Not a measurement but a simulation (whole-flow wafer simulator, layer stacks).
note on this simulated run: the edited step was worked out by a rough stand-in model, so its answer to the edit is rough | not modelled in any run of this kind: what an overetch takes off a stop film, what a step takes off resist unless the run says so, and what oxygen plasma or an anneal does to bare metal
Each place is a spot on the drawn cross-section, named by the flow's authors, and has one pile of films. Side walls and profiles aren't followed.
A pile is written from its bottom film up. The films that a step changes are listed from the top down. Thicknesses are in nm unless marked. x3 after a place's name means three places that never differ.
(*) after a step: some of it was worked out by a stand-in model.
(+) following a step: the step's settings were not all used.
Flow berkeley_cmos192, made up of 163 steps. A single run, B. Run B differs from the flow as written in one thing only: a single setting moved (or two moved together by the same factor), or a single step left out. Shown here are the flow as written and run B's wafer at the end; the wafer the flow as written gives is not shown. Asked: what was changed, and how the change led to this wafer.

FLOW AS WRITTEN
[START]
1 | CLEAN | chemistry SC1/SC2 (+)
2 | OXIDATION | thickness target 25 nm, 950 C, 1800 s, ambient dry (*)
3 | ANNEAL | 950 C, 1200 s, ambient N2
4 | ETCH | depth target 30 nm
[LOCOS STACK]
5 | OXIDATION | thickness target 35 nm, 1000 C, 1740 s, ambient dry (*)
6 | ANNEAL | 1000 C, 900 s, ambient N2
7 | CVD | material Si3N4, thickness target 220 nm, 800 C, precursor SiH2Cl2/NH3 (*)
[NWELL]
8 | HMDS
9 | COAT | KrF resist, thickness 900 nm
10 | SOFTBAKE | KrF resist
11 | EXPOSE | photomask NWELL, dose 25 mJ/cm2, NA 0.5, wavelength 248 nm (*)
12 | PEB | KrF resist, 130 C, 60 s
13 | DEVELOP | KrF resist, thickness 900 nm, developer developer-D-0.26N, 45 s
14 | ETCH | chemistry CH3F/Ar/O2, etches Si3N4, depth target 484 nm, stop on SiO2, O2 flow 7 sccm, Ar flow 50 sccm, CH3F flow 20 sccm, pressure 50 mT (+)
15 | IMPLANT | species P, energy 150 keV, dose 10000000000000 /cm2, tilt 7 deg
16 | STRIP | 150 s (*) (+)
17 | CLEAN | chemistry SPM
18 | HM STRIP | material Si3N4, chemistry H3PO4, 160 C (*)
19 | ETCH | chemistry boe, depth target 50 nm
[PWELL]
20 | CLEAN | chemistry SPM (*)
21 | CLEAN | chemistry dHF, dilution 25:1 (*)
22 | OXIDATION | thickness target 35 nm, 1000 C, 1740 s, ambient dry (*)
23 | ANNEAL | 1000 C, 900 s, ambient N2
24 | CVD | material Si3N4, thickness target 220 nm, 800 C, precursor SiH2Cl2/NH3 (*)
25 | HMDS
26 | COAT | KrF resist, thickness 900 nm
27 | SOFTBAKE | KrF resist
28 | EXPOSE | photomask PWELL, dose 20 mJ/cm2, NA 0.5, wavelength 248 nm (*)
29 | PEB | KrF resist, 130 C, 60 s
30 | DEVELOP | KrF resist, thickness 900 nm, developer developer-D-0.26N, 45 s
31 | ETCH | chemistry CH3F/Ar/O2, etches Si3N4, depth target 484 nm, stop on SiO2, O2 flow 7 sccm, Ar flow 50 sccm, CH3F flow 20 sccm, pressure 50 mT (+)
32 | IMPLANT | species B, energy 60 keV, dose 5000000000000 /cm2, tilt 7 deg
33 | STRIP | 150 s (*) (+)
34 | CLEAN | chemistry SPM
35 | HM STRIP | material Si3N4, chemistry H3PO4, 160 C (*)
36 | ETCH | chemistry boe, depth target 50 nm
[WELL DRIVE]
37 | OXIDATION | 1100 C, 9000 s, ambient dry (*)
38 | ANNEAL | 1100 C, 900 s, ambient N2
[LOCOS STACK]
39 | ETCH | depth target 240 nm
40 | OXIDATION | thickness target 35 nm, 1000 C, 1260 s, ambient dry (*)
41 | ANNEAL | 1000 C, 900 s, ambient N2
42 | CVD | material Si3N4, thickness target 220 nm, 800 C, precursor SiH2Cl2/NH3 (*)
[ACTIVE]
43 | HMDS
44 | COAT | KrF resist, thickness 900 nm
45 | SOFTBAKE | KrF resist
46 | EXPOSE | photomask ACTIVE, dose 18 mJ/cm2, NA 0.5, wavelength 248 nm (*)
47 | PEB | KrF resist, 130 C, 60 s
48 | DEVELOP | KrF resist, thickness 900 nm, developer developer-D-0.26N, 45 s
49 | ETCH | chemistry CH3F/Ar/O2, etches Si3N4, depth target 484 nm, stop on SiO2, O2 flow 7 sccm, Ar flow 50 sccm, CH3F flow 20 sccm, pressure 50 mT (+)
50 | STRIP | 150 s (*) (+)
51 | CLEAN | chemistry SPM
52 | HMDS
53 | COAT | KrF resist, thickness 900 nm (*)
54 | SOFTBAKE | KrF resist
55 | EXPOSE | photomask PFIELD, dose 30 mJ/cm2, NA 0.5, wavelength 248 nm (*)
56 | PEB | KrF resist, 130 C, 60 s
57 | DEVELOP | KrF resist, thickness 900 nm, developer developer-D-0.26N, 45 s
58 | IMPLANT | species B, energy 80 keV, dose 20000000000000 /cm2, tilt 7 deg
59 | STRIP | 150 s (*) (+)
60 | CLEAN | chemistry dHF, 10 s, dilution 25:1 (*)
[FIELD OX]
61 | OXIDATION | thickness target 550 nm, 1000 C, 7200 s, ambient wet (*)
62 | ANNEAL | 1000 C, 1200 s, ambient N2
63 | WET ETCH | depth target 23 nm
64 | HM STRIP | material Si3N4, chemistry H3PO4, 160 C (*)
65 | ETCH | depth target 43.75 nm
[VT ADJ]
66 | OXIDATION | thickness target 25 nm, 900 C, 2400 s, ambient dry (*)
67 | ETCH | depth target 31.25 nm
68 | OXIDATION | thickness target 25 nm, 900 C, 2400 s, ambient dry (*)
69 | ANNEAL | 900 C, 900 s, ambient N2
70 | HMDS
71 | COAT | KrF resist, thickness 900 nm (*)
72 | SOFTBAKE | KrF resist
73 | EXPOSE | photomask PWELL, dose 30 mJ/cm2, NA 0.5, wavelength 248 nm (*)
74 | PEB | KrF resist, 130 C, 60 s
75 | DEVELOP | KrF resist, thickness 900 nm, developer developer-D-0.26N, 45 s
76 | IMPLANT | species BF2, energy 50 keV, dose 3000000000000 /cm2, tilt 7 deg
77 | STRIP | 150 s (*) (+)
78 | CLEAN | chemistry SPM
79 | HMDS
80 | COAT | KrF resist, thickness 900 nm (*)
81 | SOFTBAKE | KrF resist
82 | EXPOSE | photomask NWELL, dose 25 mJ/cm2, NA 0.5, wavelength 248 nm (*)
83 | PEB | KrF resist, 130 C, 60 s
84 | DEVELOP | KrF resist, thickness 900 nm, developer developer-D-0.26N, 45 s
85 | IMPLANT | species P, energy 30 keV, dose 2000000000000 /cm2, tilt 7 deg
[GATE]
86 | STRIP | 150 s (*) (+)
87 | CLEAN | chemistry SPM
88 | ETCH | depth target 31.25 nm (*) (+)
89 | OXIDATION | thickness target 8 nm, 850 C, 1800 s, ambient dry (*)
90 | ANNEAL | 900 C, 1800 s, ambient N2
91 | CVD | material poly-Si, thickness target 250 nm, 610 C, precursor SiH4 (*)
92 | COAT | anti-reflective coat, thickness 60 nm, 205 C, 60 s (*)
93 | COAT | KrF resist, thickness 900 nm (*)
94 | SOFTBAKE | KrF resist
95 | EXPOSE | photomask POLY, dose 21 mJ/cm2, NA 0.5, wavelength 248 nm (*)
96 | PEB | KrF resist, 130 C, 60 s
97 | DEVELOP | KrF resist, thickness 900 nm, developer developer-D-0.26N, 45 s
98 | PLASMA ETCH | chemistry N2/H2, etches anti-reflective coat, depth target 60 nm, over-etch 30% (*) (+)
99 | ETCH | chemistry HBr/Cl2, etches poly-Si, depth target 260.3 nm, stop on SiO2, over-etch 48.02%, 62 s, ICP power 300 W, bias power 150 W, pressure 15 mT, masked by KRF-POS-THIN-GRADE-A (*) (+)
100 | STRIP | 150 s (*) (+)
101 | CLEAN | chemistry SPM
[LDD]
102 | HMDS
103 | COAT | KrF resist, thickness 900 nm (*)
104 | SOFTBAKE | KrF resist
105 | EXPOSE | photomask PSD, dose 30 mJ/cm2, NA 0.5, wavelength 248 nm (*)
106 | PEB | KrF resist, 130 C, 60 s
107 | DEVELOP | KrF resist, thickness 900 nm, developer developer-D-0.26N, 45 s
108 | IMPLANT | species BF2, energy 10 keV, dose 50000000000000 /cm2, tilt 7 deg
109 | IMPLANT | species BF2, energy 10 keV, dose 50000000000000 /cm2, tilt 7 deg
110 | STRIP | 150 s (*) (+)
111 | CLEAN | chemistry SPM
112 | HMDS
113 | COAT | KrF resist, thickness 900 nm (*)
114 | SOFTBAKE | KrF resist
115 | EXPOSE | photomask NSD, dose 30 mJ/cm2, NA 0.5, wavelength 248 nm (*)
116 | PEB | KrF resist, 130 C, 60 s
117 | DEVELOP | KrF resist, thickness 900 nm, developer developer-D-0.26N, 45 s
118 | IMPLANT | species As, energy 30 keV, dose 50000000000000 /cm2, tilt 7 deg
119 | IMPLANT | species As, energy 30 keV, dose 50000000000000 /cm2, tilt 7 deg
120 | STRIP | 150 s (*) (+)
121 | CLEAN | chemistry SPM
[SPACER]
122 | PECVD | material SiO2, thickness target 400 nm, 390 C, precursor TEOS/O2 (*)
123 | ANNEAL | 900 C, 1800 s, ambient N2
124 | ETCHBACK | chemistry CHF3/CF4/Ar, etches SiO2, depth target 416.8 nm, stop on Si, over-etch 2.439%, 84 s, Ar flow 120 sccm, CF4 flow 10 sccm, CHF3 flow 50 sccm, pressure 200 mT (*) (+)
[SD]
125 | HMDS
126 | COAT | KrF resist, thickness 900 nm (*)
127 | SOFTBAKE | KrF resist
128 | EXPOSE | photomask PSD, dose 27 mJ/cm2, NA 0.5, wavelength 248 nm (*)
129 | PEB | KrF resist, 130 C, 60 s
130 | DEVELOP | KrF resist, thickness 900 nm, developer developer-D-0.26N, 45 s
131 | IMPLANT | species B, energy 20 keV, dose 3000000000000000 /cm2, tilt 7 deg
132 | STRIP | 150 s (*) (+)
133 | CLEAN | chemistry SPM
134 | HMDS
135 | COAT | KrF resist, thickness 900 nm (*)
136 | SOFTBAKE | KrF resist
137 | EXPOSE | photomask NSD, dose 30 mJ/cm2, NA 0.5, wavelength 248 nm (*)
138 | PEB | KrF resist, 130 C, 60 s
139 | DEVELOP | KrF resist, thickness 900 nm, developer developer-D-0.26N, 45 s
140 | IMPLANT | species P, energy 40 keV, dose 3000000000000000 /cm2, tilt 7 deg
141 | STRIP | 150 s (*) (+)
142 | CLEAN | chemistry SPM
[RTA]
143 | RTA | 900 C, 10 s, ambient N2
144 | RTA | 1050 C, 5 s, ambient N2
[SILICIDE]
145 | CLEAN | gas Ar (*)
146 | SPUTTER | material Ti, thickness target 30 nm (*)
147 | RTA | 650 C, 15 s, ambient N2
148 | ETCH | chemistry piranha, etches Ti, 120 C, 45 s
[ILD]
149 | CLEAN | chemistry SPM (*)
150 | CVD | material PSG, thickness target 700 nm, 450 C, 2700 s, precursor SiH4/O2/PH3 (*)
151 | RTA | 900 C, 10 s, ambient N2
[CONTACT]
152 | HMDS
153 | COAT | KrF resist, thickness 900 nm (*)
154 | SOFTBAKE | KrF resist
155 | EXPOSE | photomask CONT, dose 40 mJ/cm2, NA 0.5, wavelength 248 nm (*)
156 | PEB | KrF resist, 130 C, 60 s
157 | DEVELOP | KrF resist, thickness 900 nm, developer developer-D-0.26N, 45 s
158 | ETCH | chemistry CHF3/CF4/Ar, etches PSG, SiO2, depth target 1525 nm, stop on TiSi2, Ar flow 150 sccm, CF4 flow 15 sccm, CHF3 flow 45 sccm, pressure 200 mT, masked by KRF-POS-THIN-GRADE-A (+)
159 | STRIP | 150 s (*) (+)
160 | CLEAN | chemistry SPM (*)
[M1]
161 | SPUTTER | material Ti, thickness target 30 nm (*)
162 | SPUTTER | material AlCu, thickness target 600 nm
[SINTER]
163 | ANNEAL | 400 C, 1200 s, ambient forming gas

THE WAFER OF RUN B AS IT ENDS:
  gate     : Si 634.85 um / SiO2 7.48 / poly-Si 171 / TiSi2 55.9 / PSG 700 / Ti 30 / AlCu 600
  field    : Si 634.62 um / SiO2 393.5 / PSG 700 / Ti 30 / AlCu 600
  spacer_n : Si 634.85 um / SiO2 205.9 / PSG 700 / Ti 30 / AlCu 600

The reason: step 91, CVD: thickness target 230 nm was run, whereas the flow has thickness target 250 nm.

The path from the change to this, step by step:
  91 | CVD | material poly-Si, thickness target 250 nm, 610 C, precursor SiH4 (*)
      field, sd_n, spacer_n and 6 more: +230 poly-Si (new film) (in the flow as written it would be: +250 poly-Si (new film))
  99 | ETCH | chemistry HBr/Cl2, etches poly-Si, depth target 260.3 nm, stop on SiO2, over-etch 48.02%, 62 s, ICP power 300 W, bias power 150 W, pressure 15 mT, masked by KRF-POS-THIN-GRADE-A (*) (+)
      field, spacer_n, spacer_p: -225.8 poly-Si (all of it), -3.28 SiO2 (in the flow as written it would be: -245.8 poly-Si (all of it), -1.74 SiO2)
      sd_n: -228.8 poly-Si (all of it), -3.05 SiO2 (in the flow as written it would be: -248.8 poly-Si (all of it), -1.51 SiO2)
      (also at 3 further places)
  103 | COAT | KrF resist, thickness 900 nm (*)
      gate: +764 KrF resist (new film) (in the flow as written it would be: +748 KrF resist (new film))
      gate_p: +760 KrF resist (new film) (in the flow as written it would be: +744.1 KrF resist (new film))
  107 | DEVELOP | KrF resist, thickness 900 nm, developer developer-D-0.26N, 45 s
      gate_p: -758.8 KrF resist (all of it) (in the flow as written it would be: -742.9 KrF resist (all of it))
  110 | STRIP | 150 s (*) (+)
      gate: -748.6 KrF resist (all of it), +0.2 chemical SiO2, -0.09 poly-Si (in the flow as written it would be: -732.7 KrF resist (all of it), +0.2 chemical SiO2, -0.09 poly-Si)
  113 | COAT | KrF resist, thickness 900 nm (*)
      gate: +763.9 KrF resist (new film) (in the flow as written it would be: +747.9 KrF resist (new film))
      gate_p: +759.9 KrF resist (new film) (in the flow as written it would be: +743.9 KrF resist (new film))
  117 | DEVELOP | KrF resist, thickness 900 nm, developer developer-D-0.26N, 45 s
      gate: -762.7 KrF resist (all of it) (in the flow as written it would be: -746.8 KrF resist (all of it))
  120 | STRIP | 150 s (*) (+)
      gate_p: -744.6 KrF resist (all of it), +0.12 chemical SiO2, -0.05 poly-Si (in the flow as written it would be: -728.6 KrF resist (all of it), +0.12 chemical SiO2, -0.05 poly-Si)
  124 | ETCHBACK | chemistry CHF3/CF4/Ar, etches SiO2, depth target 416.8 nm, stop on Si, over-etch 2.439%, 84 s, Ar flow 120 sccm, CF4 flow 10 sccm, CHF3 flow 50 sccm, pressure 200 mT (*) (+)
      spacer_n: -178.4 SiO2 (in the flow as written it would be: -160 SiO2)
      spacer_p: -178.4 SiO2 (in the flow as written it would be: -159.9 SiO2)
